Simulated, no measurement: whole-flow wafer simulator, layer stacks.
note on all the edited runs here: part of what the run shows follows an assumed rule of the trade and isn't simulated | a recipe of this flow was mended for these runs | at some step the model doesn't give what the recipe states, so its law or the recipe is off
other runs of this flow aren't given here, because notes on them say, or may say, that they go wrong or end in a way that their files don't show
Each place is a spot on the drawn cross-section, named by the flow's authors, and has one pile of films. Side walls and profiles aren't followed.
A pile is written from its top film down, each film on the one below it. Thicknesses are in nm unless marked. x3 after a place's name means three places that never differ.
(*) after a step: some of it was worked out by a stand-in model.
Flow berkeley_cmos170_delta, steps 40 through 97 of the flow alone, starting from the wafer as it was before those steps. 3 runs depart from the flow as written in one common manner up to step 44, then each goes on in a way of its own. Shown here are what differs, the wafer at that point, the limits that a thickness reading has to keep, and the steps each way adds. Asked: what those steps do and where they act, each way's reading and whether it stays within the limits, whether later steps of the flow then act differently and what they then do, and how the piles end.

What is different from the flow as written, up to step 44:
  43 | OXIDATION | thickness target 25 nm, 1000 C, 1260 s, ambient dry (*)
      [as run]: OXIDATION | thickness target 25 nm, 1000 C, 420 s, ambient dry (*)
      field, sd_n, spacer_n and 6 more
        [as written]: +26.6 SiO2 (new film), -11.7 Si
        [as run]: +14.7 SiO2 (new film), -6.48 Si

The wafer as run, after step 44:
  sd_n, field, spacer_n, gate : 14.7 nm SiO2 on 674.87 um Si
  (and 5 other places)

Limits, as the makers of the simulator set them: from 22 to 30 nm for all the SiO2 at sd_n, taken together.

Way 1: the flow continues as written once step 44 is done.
  The reading taken after step 44 is 14.7 nm, which is outside the limits.
  Steps further on in the flow that do not act as written (10 other steps are not shown; they differ only slightly, by no more than 2% or 0.5 nm, whichever is larger):
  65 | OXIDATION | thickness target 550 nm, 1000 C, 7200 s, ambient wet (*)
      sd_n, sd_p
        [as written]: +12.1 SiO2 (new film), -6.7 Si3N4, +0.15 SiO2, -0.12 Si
        [this way]: +12.1 SiO2 (new film), -6.7 Si3N4
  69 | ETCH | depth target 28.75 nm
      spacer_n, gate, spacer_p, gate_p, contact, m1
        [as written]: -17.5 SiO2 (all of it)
        [this way]: -5.66 SiO2 (all of it)
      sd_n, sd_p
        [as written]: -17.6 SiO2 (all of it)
        [this way]: -5.66 SiO2 (all of it)
  When the end is reached, the piles differ only a little from the flow's at the places that both follow, at most by 2% or 0.5 nm, whichever is larger.

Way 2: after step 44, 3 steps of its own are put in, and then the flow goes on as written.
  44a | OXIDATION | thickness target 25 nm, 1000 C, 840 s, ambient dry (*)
      field, sd_n, spacer_n and 6 more
        +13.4 SiO2, -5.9 Si
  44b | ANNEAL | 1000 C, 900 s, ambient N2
      does not change any film at any place that is followed
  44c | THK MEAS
      does not change any film at any place that is followed
  The reading taken after step 44c is 28.1 nm, which is within the limits.
  Steps further on in the flow that do not act as written (7 other steps are not shown; they differ only slightly, by no more than 2% or 0.5 nm, whichever is larger):
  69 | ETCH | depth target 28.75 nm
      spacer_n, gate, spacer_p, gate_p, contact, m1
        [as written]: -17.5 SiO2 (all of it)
        [this way]: -19.1 SiO2 (all of it)
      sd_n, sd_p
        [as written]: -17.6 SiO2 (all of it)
        [this way]: -19.3 SiO2 (all of it)
  When the end is reached, the piles differ only a little from the flow's at the places that both follow, at most by 2% or 0.5 nm, whichever is larger.

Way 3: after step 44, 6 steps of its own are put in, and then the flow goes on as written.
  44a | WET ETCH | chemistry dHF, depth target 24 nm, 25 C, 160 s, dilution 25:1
      field, sd_n, spacer_n and 6 more
        -14.7 SiO2 (all of it)
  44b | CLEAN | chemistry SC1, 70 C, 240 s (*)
      field, sd_n, spacer_n and 6 more
        +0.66 chemical SiO2 (new film), -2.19 Si
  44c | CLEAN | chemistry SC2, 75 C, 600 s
      does not change any film at any place that is followed
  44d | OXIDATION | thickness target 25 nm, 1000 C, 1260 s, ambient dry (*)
      field, sd_n, spacer_n and 6 more
        +26.6 SiO2 (new film), -0.66 chemical SiO2 (all of it), -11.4 Si
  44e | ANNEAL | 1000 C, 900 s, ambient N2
      does not change any film at any place that is followed
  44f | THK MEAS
      does not change any film at any place that is followed
  The reading taken after step 44f is 26.6 nm, which is within the limits.
  Every later step of the flow that is run acts as written, at every place that is followed, to within 2% or 0.5 nm, whichever is larger.
  When the end is reached, the piles differ only a little from the flow's at the places that both follow, at most by 2% or 0.5 nm, whichever is larger.

The limits are kept by: way 2, way 3. They are not kept by: way 1.
